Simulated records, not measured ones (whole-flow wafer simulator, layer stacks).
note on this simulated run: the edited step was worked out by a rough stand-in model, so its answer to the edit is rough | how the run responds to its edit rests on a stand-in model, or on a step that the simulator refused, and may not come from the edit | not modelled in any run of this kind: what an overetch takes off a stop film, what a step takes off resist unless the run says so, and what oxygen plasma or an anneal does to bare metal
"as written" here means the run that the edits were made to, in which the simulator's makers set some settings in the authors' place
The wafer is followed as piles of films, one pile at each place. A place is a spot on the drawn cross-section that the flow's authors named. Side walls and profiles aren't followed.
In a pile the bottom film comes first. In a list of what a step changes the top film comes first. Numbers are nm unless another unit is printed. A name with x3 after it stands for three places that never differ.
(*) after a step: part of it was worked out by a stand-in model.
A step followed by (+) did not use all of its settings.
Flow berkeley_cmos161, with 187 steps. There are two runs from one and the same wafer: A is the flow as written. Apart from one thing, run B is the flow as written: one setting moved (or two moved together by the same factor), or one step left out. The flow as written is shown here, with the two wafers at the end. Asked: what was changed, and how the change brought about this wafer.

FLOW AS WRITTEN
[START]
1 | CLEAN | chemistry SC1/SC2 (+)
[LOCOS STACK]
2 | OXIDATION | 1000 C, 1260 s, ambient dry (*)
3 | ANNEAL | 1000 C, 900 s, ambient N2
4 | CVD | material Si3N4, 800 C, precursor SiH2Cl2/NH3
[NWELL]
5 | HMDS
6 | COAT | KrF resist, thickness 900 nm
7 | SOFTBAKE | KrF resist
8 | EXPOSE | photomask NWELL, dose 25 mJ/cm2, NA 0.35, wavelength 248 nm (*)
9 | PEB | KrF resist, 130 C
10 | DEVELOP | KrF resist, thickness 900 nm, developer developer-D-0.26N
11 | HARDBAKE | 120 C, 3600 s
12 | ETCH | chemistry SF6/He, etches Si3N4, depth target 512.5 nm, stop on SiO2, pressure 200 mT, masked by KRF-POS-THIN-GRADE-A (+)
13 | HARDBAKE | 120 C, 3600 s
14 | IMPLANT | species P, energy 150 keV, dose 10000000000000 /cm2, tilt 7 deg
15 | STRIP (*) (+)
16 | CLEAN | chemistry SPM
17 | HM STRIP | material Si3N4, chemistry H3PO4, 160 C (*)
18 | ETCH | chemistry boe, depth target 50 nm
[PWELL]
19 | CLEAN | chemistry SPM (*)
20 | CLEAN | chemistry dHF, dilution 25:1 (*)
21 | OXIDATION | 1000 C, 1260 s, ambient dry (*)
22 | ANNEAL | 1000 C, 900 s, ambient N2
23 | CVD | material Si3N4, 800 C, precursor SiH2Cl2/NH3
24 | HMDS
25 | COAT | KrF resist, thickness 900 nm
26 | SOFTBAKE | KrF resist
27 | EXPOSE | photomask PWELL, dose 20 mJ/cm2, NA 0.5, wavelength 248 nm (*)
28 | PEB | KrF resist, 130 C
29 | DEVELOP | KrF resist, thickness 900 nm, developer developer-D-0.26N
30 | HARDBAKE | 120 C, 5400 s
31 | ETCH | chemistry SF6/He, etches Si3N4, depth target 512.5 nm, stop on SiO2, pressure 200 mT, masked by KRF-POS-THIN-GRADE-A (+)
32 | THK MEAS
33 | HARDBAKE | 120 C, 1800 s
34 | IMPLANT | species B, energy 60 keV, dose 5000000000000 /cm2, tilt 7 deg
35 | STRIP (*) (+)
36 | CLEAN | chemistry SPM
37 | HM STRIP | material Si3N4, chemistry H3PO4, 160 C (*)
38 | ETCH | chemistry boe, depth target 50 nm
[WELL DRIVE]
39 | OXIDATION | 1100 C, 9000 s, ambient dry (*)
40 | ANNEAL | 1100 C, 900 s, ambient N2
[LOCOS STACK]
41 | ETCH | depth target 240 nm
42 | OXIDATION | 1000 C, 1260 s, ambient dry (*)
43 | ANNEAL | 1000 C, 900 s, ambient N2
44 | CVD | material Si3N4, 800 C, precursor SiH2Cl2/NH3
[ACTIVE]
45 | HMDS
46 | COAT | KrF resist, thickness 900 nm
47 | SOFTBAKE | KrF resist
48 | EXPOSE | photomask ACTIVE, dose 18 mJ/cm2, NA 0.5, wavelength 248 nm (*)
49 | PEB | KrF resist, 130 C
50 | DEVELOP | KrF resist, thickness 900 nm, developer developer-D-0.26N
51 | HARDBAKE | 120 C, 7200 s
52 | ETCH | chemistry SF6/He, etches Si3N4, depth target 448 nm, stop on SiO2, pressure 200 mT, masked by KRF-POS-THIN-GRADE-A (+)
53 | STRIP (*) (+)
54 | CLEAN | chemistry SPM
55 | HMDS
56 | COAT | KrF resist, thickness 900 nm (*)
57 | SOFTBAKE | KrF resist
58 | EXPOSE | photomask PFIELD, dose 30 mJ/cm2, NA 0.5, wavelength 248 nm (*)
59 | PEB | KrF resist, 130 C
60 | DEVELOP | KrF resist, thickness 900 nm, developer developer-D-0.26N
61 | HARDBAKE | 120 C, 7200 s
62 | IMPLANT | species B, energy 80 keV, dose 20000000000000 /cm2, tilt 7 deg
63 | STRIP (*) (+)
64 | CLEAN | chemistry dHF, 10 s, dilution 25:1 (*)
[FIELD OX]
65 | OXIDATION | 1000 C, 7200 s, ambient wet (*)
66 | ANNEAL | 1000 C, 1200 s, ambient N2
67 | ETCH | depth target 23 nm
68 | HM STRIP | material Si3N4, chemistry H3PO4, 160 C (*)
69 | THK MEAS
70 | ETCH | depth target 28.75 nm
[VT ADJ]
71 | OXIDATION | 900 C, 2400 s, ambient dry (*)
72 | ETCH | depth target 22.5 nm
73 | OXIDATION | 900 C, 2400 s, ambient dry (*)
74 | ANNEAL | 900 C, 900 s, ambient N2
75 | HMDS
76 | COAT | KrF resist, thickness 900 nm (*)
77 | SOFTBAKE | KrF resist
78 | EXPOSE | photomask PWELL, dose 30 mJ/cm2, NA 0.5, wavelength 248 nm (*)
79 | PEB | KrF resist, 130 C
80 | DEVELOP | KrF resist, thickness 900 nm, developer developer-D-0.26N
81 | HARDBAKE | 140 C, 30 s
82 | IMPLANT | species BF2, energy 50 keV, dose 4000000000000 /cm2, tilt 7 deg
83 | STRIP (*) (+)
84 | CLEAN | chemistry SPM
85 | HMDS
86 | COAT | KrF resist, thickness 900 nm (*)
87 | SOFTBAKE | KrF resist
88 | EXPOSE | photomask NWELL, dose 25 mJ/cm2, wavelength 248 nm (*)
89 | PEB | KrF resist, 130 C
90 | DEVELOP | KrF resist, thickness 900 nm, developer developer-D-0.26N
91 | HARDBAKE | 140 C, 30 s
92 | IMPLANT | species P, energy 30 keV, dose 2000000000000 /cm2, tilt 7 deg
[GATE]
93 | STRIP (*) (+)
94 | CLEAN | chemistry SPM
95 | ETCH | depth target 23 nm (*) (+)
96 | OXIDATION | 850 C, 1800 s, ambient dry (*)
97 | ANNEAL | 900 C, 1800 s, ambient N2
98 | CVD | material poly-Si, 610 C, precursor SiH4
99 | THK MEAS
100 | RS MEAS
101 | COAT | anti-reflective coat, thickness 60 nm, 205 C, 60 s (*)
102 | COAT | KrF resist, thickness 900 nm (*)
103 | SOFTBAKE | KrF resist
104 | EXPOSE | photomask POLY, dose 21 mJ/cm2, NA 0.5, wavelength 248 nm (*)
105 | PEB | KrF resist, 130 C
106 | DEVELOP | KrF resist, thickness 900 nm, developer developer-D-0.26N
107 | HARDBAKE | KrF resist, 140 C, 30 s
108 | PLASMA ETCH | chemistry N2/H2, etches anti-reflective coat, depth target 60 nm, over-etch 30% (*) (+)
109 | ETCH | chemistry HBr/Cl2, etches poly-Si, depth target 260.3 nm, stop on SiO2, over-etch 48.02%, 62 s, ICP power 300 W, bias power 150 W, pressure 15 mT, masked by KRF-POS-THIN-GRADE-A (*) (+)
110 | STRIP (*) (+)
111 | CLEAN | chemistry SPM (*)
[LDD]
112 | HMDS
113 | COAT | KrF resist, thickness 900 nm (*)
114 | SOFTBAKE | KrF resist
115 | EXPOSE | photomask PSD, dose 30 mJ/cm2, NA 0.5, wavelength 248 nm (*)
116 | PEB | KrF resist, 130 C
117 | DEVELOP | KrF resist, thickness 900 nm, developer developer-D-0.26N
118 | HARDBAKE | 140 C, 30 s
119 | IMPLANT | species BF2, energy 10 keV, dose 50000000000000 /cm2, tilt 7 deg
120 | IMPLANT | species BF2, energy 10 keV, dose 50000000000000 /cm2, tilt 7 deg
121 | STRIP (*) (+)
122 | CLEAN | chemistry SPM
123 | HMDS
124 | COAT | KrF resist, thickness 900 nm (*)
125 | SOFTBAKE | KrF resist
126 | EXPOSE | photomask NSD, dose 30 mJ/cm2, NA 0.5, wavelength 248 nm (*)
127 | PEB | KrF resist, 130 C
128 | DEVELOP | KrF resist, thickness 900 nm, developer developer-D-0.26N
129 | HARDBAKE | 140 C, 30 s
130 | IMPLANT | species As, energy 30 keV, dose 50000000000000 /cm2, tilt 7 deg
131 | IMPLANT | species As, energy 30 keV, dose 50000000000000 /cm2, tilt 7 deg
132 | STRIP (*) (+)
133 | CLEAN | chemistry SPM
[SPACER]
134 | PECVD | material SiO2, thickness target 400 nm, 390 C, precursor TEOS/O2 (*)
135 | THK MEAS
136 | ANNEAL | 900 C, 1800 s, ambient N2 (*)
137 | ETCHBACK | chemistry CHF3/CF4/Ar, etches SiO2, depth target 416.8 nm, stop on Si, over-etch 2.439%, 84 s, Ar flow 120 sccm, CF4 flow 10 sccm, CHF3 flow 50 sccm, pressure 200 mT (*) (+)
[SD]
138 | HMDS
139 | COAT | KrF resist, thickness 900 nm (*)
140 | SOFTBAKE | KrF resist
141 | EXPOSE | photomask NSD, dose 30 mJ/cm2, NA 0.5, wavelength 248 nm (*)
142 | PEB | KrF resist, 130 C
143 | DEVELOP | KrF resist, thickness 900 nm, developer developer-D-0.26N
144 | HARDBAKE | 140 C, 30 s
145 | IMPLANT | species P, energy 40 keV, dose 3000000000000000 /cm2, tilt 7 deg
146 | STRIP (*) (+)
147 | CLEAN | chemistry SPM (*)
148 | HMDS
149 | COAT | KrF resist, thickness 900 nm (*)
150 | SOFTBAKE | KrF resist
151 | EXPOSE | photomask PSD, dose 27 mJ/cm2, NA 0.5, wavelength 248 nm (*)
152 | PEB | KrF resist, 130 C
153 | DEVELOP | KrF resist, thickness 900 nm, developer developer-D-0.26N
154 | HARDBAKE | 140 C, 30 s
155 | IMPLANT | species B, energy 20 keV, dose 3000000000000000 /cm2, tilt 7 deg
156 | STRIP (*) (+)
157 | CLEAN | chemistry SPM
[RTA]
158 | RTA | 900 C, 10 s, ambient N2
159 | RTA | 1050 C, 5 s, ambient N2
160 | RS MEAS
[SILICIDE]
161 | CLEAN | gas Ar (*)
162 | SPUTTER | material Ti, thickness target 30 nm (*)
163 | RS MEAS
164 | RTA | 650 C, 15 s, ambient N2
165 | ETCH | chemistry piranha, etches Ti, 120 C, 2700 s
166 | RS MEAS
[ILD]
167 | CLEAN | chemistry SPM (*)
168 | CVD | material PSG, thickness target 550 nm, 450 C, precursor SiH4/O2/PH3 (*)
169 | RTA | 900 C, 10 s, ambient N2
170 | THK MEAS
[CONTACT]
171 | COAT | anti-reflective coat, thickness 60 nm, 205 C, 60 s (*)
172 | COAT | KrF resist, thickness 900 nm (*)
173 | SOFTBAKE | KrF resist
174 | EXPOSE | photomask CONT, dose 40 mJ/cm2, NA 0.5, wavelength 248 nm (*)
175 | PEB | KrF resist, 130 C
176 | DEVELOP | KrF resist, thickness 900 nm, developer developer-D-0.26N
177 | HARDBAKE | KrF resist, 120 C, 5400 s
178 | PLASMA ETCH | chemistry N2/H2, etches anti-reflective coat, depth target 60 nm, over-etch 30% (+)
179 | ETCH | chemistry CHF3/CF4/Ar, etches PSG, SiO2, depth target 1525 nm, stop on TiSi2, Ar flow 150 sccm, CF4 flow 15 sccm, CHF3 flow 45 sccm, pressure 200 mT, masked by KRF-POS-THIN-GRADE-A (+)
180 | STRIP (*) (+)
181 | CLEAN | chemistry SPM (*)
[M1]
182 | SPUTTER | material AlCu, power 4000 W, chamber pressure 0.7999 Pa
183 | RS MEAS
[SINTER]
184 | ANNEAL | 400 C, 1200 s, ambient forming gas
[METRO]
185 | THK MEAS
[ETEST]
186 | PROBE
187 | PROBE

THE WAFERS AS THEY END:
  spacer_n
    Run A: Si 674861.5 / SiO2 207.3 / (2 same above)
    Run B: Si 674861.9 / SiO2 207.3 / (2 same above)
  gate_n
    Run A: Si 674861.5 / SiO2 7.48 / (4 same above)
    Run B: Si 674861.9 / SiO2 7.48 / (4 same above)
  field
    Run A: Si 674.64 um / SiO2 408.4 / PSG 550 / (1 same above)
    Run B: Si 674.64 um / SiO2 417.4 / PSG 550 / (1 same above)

Cause: step 95, ETCH: depth target 14 nm was run, while the flow as written has depth target 23 nm.

How this came from the change, step by step:
  95 | ETCH | depth target 23 nm (*) (+)
      sd_n, spacer_n, gate_n, sd_p, spacer_p, gate_p, contact, m1: A SiO2 loses 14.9 (all of it) | B SiO2 loses 14
      field: A SiO2 loses 23 | B SiO2 loses 14
  96 | OXIDATION | 850 C, 1800 s, ambient dry (*)
      sd_n, spacer_n, gate_n, sd_p, spacer_p, gate_p, contact, m1: A SiO2 gains 7.48 (new film), Si loses 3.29 | B SiO2 gains 6.54, Si loses 2.88
  101 | COAT | anti-reflective coat, thickness 60 nm, 205 C, 60 s (*)
      sd_n: A anti-reflective coat gains 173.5 (new film) | B anti-reflective coat gains 179.4 (new film)
      spacer_n: A anti-reflective coat gains 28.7 (new film) | B anti-reflective coat gains 27.1 (new film)
      (as well as at 3 more places)
  108 | PLASMA ETCH | chemistry N2/H2, etches anti-reflective coat, depth target 60 nm, over-etch 30% (*) (+)
      sd_n: A anti-reflective coat loses 173.5 (all of it), poly-Si loses 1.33 | B anti-reflective coat loses 179.4 (all of it), poly-Si loses 1.38
      spacer_n: A anti-reflective coat loses 28.7 (all of it), poly-Si loses 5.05 | B anti-reflective coat loses 27.1 (all of it), poly-Si loses 5.29
      (as well as at 1 more place)
  110 | STRIP (*) (+)
      gate_n: A chemical SiO2 gains 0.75 (new film), KrF resist loses 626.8 (all of it), anti-reflective coat loses 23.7 (all of it), poly-Si loses 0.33 | B chemical SiO2 gains 0.75 (new film), KrF resist loses 632.1 (all of it), anti-reflective coat loses 22.2 (all of it), poly-Si loses 0.33
      gate_p: A chemical SiO2 gains 0.75 (new film), KrF resist loses 598.2 (all of it), anti-reflective coat loses 27.9 (all of it), poly-Si loses 0.33 | B chemical SiO2 gains 0.75 (new film), KrF resist loses 601.5 (all of it), anti-reflective coat loses 27.1 (all of it), poly-Si loses 0.33
  171 | COAT | anti-reflective coat, thickness 60 nm, 205 C, 60 s (*)
      sd_n: A anti-reflective coat gains 149.7 (new film) | B anti-reflective coat gains 156.8 (new film)
  180 | STRIP (*) (+)
      sd_n: A KrF resist loses 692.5 (all of it), anti-reflective coat loses 149.7 (all of it) | B KrF resist loses 690.7 (all of it), anti-reflective coat loses 156.8 (all of it)
